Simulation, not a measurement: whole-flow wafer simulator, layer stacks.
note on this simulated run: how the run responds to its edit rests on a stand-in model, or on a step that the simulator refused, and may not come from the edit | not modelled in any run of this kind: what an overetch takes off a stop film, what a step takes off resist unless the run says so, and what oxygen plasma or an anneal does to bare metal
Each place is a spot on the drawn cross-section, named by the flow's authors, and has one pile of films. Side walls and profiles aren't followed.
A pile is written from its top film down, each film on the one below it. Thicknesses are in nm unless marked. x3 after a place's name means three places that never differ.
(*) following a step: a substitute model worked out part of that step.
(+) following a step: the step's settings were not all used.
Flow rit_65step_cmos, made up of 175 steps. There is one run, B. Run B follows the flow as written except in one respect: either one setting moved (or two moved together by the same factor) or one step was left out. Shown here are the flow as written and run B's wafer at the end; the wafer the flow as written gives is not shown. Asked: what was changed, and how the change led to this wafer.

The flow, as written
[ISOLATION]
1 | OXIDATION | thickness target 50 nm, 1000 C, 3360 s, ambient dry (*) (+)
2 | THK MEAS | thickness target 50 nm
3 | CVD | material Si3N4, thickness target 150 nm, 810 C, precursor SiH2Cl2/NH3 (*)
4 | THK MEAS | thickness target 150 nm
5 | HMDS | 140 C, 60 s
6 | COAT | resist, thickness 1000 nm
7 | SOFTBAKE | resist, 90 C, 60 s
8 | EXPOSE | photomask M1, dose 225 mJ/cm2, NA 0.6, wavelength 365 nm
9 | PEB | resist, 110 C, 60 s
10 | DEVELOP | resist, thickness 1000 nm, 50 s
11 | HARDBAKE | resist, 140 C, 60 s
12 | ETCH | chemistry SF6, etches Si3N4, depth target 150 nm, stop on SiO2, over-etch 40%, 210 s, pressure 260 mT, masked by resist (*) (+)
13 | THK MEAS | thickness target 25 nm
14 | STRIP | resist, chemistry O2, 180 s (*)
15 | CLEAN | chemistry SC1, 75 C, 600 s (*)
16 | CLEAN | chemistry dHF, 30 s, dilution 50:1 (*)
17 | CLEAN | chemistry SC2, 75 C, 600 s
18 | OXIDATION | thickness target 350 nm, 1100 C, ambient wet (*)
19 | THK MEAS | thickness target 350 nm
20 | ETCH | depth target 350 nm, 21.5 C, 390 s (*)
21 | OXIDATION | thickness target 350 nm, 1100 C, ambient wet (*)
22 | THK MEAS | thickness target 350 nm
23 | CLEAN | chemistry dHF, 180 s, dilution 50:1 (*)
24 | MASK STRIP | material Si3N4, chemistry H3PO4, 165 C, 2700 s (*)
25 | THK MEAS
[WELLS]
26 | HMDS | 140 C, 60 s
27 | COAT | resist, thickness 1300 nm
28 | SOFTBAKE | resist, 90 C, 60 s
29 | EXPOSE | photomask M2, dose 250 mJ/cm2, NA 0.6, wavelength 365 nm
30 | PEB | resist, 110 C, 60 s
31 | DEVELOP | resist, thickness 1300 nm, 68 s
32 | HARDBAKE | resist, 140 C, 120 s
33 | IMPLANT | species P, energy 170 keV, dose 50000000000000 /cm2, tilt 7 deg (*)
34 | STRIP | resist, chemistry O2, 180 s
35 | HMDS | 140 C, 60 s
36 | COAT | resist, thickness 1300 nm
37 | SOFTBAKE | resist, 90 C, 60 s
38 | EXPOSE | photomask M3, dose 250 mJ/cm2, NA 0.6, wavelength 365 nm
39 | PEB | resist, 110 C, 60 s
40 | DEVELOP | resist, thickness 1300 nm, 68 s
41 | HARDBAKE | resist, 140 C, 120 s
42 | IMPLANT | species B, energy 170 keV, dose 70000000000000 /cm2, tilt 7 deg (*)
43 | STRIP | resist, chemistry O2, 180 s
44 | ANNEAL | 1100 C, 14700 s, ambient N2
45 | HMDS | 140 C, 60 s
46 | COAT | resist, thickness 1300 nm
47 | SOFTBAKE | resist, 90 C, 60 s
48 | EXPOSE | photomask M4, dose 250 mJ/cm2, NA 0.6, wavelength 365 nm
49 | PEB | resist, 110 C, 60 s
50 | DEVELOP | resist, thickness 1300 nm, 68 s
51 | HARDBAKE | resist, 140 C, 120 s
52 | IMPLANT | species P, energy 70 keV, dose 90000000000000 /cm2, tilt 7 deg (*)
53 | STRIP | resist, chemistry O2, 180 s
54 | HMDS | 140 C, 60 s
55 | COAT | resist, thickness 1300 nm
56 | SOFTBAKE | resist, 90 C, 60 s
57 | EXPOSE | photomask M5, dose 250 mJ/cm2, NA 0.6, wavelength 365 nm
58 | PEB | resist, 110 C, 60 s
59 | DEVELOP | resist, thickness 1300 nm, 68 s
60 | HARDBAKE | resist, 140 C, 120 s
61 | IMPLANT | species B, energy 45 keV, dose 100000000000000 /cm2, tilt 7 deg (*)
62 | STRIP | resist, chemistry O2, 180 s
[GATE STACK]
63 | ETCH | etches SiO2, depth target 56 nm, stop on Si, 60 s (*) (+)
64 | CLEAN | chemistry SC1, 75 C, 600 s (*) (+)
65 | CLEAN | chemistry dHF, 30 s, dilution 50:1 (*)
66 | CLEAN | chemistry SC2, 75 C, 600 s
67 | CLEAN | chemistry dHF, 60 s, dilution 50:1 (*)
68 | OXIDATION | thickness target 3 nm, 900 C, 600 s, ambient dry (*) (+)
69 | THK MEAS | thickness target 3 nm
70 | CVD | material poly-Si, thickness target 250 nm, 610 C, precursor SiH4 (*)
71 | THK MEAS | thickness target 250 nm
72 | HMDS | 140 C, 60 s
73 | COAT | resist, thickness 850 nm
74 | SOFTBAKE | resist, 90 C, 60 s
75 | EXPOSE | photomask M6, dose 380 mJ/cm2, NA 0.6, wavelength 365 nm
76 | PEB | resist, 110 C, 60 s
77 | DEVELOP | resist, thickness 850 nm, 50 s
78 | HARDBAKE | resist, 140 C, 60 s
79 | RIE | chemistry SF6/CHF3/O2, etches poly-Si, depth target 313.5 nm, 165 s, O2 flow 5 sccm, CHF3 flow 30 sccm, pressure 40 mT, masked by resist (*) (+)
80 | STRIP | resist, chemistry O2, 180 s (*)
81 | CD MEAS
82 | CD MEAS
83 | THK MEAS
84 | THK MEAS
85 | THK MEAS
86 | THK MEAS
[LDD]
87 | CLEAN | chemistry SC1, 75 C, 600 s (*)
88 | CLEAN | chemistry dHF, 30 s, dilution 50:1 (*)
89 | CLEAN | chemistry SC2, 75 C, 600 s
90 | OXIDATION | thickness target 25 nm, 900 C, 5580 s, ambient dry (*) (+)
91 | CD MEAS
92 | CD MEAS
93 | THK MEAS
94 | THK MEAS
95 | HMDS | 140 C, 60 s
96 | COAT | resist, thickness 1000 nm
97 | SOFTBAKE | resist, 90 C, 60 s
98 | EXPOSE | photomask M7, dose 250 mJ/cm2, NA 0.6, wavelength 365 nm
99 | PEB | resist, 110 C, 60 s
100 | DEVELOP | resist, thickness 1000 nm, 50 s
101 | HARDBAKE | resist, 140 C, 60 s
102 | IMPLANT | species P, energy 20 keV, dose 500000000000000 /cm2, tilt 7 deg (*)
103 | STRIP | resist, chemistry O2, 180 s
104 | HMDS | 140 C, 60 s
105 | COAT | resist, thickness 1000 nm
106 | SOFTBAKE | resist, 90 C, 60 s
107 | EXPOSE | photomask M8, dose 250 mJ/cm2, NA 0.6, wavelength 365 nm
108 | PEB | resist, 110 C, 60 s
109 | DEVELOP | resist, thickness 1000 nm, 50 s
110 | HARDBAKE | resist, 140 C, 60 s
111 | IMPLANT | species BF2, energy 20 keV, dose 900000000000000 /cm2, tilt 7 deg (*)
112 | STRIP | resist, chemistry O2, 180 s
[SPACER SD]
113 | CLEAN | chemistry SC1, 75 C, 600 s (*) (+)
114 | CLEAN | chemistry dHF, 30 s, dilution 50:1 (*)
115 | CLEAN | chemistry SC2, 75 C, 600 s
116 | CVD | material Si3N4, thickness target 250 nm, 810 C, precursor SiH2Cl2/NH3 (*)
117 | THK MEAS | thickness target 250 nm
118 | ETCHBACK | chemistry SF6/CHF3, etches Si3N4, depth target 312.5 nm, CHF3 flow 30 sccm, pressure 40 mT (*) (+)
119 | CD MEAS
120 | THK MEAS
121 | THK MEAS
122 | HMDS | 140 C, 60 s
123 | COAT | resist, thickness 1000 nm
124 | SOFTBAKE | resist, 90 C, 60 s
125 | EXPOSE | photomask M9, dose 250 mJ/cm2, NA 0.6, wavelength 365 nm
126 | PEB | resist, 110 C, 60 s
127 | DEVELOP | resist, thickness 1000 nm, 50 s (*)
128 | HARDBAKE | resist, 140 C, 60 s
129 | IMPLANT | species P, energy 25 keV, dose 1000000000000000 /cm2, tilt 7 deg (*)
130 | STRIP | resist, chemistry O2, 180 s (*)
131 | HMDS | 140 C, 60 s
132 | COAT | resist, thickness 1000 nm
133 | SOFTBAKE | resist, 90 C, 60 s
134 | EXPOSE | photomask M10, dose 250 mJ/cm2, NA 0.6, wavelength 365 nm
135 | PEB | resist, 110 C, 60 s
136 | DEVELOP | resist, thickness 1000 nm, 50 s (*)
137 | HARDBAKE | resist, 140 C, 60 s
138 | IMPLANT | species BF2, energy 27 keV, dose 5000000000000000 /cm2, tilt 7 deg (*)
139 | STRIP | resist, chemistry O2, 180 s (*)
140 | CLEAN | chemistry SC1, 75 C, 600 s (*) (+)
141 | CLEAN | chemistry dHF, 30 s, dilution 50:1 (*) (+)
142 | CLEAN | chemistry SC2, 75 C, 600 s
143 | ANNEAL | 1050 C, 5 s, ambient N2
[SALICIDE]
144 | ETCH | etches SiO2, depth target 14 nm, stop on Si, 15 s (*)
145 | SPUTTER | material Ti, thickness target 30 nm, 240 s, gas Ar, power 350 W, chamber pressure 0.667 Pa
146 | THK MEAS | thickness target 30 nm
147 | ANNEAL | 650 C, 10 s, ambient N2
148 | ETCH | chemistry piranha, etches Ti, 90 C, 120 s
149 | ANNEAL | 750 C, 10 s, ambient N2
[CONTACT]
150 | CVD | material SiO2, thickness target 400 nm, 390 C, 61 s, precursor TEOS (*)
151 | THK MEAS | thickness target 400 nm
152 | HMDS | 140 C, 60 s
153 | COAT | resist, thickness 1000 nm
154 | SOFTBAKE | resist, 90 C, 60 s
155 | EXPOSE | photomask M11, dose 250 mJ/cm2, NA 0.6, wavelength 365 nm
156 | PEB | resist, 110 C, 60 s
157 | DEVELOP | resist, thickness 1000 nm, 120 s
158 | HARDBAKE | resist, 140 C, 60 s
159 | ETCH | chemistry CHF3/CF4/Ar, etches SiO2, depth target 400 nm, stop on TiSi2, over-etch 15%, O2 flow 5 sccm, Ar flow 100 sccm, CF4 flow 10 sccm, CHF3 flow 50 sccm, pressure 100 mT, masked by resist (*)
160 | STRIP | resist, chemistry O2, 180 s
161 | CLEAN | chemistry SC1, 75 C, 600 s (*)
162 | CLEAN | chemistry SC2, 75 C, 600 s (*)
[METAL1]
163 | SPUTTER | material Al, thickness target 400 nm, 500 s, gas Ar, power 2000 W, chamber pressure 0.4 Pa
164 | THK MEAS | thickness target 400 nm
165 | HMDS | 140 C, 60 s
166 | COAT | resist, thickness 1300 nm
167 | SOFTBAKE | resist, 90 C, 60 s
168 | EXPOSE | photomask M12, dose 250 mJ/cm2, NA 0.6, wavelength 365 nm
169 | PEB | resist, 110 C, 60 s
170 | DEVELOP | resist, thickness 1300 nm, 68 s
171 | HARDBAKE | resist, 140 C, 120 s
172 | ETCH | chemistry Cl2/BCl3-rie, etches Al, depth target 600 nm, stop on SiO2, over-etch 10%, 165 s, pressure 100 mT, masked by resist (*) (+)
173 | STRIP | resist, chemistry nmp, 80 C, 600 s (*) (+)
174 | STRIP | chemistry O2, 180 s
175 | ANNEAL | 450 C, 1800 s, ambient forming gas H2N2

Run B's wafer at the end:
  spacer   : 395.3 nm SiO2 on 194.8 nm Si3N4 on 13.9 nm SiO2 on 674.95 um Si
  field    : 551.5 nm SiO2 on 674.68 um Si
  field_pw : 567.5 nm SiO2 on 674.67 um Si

What caused this: step 163, SPUTTER: thickness target 655 nm was run, while the flow as written has thickness target 400 nm; step 163, SPUTTER: 818 s was run, where the flow has 500 s.

Step by step, how the change led to this:
  163 | SPUTTER | material Al, thickness target 400 nm, 500 s, gas Ar, power 2000 W, chamber pressure 0.4 Pa
      field, field_pw, field_p, spacer, spacer_p: Al gains 655 (new film) (as written it would have been: Al gains 400 (new film))
      gate_n, gate_p: Al gains 579.3 (new film) (as written it would have been: Al gains 396 (new film))
      (and at 1 other place as well)
  166 | COAT | resist, thickness 1300 nm
      gate_n: resist gains 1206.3 (new film) (as written it would have been: resist gains 1131.7 (new film))
      gate_p: resist gains 1209.5 (new film) (as written it would have been: resist gains 1135.6 (new film))
  169 | PEB | resist, 110 C, 60 s
      gate_n: resist loses 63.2 (as written it would have been: resist loses 59.1)
      gate_p: resist loses 63.4 (as written it would have been: resist loses 59.3)
  170 | DEVELOP | resist, thickness 1300 nm, 68 s
      gate_n: resist loses 1143.1 (all of it) (as written it would have been: resist loses 1072.6 (all of it))
      gate_p: resist loses 1146.1 (all of it) (as written it would have been: resist loses 1076.3 (all of it))
  172 | ETCH | chemistry Cl2/BCl3-rie, etches Al, depth target 600 nm, stop on SiO2, over-etch 10%, 165 s, pressure 100 mT, masked by resist (*) (+)
      field, field_pw, field_p, spacer, spacer_p: Al loses 655 (all of it), SiO2 loses 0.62 (as written it would have been: Al loses 400 (all of it), SiO2 loses 32.5)
      gate_n, gate_p: Al loses 579.3 (all of it), SiO2 loses 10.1 (as written it would have been: Al loses 396 (all of it), SiO2 loses 33)
      (and at 1 other place as well)
